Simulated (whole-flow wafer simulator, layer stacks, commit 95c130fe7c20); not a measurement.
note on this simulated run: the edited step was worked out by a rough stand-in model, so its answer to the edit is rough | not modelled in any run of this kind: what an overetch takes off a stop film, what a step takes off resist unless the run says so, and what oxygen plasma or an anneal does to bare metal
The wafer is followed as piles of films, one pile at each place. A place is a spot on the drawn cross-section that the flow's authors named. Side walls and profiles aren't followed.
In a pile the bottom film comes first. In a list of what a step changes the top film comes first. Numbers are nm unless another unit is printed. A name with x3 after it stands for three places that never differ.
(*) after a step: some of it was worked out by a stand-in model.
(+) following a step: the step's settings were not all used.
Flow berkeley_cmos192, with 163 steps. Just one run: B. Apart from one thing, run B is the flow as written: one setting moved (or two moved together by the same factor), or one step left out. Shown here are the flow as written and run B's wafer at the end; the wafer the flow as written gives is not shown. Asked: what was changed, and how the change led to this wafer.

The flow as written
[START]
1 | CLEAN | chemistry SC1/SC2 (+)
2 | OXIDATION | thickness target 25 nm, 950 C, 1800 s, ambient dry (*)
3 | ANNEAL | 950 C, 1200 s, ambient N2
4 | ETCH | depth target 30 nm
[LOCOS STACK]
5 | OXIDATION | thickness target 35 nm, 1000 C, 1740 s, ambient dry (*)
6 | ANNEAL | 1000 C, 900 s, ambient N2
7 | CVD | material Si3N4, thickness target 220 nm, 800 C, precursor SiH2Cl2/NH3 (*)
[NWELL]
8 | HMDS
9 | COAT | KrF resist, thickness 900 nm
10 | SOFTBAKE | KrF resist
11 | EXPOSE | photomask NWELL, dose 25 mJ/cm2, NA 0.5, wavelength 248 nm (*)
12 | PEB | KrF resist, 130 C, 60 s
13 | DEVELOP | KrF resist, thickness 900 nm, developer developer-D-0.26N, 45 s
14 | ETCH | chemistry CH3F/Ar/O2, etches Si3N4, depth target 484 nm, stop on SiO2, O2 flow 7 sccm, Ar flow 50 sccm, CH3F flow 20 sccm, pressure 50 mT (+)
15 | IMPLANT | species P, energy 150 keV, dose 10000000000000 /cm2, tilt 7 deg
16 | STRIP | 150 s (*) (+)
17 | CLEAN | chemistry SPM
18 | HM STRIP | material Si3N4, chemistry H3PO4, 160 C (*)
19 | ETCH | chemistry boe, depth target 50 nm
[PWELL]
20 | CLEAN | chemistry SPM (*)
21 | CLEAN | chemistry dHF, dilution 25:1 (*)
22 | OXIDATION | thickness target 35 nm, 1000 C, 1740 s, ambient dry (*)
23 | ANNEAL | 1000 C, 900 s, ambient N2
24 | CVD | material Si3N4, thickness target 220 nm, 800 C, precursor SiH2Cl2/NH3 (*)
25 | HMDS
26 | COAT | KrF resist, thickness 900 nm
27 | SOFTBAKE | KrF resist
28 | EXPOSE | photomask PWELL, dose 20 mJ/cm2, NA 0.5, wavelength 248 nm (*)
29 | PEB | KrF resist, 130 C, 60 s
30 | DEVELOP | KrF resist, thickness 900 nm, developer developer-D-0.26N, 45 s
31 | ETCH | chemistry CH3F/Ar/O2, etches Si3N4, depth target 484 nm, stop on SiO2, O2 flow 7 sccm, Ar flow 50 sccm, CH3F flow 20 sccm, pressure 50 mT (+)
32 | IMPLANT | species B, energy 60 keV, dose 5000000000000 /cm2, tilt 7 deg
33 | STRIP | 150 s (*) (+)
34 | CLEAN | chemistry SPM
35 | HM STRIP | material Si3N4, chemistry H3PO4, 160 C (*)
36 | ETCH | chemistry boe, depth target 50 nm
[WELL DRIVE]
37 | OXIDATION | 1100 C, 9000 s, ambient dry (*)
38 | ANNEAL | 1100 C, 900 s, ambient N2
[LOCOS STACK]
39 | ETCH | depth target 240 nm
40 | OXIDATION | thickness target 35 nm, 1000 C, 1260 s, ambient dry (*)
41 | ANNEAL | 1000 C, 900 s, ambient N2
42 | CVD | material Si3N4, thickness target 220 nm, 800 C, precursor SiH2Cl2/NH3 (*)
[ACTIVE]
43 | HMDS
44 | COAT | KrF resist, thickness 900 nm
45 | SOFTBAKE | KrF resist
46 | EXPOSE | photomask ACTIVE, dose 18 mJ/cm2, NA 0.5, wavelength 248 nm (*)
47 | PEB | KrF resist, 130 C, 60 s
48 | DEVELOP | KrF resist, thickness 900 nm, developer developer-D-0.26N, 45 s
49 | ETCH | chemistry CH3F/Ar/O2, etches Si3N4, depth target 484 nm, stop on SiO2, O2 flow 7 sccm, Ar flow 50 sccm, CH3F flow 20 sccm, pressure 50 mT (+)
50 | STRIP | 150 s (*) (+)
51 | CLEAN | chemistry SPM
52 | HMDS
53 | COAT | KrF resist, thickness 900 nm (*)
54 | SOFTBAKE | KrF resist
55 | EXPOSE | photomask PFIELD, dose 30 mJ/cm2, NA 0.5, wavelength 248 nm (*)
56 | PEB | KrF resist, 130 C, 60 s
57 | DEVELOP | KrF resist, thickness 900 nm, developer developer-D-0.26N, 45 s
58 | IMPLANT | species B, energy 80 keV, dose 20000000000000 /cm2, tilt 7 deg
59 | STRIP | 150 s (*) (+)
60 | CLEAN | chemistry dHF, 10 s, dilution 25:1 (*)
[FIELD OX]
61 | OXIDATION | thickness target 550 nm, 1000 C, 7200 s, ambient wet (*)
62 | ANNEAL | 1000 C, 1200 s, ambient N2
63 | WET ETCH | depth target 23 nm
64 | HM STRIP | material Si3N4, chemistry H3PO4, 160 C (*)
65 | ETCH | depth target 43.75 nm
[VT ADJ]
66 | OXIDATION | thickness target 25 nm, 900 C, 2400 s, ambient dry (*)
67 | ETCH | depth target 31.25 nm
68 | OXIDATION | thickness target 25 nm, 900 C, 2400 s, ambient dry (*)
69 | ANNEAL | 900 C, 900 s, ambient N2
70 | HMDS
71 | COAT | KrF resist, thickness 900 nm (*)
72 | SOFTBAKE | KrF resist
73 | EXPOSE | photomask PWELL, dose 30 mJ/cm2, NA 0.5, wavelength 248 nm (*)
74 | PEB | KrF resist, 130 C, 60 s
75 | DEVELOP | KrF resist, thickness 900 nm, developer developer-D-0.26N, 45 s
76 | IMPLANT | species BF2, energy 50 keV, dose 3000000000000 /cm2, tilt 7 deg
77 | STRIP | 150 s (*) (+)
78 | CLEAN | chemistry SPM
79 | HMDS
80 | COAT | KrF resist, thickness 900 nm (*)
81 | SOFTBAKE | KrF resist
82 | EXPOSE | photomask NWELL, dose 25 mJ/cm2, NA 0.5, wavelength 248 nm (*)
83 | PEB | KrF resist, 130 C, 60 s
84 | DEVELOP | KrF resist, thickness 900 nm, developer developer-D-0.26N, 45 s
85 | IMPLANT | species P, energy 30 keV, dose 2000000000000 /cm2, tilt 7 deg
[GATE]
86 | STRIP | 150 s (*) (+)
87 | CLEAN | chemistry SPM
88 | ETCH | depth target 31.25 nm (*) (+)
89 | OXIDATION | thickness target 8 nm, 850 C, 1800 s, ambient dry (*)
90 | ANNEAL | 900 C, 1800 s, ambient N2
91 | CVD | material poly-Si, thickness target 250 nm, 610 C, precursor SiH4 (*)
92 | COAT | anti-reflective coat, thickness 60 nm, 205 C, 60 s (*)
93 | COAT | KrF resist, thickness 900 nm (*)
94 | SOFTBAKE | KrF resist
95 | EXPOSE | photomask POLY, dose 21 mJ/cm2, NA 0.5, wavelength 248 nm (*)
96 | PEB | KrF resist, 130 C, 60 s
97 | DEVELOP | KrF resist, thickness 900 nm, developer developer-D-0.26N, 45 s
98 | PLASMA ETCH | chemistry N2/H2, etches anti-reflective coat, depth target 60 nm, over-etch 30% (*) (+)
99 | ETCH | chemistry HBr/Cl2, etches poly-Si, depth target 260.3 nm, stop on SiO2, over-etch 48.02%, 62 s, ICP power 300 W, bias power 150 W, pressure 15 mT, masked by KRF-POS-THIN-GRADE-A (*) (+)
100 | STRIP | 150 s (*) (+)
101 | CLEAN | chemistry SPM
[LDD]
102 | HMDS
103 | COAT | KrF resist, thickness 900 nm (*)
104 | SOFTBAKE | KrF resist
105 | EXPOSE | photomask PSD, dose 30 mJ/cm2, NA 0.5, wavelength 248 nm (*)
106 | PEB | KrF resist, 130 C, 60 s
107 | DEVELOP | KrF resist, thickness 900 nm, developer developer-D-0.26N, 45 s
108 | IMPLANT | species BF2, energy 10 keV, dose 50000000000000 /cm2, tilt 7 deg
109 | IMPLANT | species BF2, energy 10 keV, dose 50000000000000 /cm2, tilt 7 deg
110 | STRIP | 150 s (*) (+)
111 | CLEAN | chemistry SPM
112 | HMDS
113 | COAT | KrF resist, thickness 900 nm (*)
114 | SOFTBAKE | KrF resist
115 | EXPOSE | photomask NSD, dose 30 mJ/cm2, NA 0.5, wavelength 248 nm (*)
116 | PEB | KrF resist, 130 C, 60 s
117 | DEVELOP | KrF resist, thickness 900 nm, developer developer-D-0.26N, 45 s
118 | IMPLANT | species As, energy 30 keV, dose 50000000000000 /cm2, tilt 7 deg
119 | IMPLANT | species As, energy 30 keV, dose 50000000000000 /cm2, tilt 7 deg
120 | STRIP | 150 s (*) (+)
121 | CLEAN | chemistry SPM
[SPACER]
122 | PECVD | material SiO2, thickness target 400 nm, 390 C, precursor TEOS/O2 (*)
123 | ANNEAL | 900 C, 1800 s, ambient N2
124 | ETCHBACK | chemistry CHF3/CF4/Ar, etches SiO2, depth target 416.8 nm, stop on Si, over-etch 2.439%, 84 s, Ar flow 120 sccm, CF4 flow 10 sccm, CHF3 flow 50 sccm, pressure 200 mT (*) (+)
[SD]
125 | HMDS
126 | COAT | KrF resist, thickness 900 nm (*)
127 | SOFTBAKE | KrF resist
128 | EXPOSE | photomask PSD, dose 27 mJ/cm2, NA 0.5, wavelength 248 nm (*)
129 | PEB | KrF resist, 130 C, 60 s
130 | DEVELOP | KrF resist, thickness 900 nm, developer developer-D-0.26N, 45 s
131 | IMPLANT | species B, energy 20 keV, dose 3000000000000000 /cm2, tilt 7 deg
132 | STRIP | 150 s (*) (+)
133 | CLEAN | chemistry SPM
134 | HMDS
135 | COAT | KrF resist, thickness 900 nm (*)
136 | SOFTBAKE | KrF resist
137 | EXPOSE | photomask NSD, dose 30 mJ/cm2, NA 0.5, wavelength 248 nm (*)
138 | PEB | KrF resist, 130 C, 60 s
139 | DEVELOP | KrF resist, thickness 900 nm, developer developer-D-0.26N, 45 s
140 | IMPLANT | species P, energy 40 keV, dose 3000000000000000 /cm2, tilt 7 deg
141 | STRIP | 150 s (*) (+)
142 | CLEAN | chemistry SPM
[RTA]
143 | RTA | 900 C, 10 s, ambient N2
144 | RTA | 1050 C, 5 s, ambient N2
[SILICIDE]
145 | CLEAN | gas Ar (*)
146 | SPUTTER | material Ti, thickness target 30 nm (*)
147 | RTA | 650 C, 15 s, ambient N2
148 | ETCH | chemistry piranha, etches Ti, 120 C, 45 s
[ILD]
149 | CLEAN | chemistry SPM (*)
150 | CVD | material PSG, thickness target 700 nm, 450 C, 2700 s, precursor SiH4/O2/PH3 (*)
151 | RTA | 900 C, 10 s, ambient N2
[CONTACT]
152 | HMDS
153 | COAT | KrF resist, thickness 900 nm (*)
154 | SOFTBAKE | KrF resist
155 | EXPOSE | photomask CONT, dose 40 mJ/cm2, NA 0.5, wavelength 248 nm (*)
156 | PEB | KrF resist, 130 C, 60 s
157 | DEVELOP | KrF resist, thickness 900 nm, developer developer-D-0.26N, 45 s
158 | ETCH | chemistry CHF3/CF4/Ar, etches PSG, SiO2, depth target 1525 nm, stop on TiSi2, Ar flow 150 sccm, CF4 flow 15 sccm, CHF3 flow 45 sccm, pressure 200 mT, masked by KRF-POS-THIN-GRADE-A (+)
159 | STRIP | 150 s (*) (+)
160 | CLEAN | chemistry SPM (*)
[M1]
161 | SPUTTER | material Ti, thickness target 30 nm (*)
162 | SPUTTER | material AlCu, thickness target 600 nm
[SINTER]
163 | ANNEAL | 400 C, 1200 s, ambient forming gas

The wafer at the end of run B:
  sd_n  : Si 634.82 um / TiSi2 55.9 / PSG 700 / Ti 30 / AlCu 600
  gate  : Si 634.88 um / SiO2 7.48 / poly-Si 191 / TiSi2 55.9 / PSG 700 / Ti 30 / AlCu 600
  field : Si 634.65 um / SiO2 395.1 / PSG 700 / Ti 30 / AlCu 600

What caused this: step 37, OXIDATION: 4500 s was run, though the flow has 9000 s.

The path from the change to this, step by step:
  37 | OXIDATION | 1100 C, 9000 s, ambient dry (*)
      field, sd_n, spacer_n and 6 more: +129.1 SiO2 (new film), -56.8 Si (it would be, as written: +197.6 SiO2 (new film), -86.9 Si)
  39 | ETCH | depth target 240 nm
      field, sd_n, spacer_n and 6 more: -129.1 SiO2 (all of it) (it would be, as written: -197.6 SiO2 (all of it))
